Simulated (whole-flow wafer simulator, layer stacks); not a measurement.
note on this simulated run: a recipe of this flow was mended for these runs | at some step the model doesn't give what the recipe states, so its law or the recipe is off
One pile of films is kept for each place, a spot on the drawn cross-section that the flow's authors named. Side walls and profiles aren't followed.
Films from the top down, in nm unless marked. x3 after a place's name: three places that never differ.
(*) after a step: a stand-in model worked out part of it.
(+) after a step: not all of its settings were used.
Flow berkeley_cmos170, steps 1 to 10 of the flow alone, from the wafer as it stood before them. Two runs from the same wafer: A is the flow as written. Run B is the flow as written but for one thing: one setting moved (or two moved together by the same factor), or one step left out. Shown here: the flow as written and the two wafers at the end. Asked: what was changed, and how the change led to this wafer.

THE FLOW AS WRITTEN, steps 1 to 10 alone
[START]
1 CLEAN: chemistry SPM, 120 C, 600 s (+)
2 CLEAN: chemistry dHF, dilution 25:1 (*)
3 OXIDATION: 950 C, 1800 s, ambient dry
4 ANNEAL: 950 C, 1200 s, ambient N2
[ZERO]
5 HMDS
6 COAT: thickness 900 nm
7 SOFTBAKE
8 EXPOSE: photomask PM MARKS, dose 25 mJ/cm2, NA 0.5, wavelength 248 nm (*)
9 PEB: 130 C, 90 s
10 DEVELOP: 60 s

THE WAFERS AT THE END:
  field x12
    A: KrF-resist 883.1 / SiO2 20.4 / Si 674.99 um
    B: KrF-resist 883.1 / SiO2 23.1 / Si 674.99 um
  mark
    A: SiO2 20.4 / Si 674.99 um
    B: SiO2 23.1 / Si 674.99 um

The cause: step 3, OXIDATION: 962 C was run, where the flow has 950 C.

How the change led to this, step by step:
  3 OXIDATION: 950 C, 1800 s, ambient dry
      field x12, mark: A SiO2 +20.4 (new film), Si -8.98 | B SiO2 +23.1 (new film), Si -10.2
